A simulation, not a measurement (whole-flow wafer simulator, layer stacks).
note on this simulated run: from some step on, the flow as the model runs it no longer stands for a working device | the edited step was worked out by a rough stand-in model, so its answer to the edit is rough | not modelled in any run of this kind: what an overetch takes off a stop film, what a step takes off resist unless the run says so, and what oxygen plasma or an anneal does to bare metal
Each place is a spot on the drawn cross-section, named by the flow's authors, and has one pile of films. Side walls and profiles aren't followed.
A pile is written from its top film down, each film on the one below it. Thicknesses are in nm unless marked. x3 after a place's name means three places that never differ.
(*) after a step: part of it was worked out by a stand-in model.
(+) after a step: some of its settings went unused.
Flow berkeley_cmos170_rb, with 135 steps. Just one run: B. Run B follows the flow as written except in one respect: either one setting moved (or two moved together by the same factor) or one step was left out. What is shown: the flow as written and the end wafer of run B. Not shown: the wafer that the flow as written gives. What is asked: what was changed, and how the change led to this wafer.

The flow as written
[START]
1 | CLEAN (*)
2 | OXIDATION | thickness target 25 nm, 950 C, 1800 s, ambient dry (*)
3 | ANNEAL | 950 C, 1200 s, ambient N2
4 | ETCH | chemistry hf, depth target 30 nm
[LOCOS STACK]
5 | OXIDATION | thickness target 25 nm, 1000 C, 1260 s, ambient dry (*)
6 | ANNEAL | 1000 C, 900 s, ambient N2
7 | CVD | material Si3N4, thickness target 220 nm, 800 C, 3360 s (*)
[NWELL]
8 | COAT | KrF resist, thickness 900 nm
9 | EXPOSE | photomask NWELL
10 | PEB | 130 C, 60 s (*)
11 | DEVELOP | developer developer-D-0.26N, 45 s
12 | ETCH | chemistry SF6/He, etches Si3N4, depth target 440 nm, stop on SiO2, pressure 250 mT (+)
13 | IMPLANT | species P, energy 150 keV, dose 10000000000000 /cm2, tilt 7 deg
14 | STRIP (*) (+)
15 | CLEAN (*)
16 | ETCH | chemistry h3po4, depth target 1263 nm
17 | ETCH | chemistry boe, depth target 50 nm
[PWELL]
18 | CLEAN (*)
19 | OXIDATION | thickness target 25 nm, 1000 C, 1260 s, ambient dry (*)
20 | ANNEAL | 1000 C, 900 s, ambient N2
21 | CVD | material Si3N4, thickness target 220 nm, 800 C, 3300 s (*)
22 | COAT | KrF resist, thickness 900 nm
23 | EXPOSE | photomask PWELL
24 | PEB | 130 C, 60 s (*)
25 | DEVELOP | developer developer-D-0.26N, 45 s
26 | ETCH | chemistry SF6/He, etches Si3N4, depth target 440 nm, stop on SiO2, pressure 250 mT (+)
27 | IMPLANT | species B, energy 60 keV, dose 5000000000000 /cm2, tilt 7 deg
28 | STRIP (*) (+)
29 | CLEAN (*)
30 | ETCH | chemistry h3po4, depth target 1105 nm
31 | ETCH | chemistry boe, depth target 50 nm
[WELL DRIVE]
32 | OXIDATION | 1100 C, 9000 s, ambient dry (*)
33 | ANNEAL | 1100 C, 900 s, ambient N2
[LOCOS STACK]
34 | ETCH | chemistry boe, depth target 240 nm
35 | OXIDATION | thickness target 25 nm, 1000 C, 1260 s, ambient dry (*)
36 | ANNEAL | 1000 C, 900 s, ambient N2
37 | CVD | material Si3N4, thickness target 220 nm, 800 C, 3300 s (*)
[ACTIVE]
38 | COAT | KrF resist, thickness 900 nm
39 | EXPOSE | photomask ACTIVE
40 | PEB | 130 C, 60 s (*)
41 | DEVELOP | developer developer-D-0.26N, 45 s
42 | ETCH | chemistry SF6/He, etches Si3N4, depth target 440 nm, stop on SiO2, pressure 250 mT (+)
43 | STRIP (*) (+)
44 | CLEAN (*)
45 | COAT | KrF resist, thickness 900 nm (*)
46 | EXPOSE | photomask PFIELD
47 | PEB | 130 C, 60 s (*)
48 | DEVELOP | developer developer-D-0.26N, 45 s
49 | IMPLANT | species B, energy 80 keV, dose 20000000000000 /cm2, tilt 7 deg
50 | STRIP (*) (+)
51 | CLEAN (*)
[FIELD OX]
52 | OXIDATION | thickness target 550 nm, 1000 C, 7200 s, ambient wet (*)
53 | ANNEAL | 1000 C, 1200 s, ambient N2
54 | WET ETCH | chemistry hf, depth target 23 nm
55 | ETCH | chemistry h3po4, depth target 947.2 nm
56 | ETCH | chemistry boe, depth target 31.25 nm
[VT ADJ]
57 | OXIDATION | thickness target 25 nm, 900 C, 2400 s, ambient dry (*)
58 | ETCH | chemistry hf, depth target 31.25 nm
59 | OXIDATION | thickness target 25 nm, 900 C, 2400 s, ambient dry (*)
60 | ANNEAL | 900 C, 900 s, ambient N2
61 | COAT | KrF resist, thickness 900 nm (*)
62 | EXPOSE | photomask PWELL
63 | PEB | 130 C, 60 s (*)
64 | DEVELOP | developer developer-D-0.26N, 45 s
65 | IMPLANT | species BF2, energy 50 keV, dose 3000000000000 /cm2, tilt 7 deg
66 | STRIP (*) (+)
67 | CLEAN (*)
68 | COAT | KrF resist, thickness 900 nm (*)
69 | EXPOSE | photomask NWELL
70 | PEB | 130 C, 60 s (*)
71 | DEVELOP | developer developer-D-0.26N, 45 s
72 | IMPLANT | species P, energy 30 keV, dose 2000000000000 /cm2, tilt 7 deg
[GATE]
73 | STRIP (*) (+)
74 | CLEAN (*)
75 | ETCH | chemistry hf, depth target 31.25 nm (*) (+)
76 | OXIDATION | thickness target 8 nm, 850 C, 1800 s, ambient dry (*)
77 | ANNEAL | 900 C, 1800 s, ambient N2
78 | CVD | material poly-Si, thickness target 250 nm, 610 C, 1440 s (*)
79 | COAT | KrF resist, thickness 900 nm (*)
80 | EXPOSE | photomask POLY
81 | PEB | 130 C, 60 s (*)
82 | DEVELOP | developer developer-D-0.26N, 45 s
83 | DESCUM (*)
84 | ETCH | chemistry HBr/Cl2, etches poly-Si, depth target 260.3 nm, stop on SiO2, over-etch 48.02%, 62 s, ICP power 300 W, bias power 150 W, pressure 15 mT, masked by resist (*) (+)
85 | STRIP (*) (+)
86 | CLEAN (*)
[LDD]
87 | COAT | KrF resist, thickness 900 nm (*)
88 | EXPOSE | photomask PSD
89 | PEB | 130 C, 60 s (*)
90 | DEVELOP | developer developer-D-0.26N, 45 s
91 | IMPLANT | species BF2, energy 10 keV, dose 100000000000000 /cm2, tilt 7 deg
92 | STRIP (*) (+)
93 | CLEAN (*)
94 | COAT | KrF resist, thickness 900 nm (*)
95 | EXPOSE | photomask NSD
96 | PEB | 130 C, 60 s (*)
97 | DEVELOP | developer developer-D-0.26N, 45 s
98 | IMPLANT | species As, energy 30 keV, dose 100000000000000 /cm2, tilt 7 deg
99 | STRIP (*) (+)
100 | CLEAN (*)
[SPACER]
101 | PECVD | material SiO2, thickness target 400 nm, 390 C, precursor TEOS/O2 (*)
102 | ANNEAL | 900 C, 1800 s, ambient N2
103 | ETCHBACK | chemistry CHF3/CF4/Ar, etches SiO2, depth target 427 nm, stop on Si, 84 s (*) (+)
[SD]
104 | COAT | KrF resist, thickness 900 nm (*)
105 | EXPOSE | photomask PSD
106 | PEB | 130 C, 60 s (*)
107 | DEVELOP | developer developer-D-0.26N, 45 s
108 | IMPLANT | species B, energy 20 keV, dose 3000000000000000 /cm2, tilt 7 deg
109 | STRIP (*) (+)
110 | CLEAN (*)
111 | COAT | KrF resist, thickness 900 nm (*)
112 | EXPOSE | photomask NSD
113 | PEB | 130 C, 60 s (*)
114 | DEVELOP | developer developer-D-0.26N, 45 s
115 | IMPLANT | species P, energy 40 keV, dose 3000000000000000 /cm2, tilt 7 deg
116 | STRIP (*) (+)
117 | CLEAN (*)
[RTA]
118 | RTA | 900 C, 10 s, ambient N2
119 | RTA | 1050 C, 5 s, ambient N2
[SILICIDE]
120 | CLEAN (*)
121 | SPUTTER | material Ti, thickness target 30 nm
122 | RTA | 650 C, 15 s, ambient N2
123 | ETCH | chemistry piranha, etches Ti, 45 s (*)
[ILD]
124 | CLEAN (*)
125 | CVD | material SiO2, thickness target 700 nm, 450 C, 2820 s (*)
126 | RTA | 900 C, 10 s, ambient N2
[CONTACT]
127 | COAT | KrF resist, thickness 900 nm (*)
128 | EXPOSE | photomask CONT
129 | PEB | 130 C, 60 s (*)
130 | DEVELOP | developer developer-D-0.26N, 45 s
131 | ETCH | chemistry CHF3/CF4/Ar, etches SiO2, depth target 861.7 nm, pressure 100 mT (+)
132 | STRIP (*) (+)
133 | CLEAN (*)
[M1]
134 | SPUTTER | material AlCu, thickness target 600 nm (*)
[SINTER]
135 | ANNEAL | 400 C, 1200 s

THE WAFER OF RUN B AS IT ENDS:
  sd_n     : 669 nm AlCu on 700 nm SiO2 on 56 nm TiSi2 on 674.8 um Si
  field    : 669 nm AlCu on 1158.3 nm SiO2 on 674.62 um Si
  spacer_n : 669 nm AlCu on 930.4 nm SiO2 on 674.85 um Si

The reason: step 134, SPUTTER: thickness target 669 nm was run, though the flow has thickness target 600 nm.
One can read it off the wafer: sd_n has AlCu 669, and step 134 as written asks for 600 nm.

How this came from the change, step by step:
  134 | SPUTTER | material AlCu, thickness target 600 nm (*)
      field, sd_n, spacer_n, gate, spacer_p, gate_p, m1: +669 AlCu (new film) (it would be, as written: +600 AlCu (new film))
      sd_p: +612.1 AlCu (new film) (it would be, as written: +545.9 AlCu (new film))
      (and at 1 other place as well)
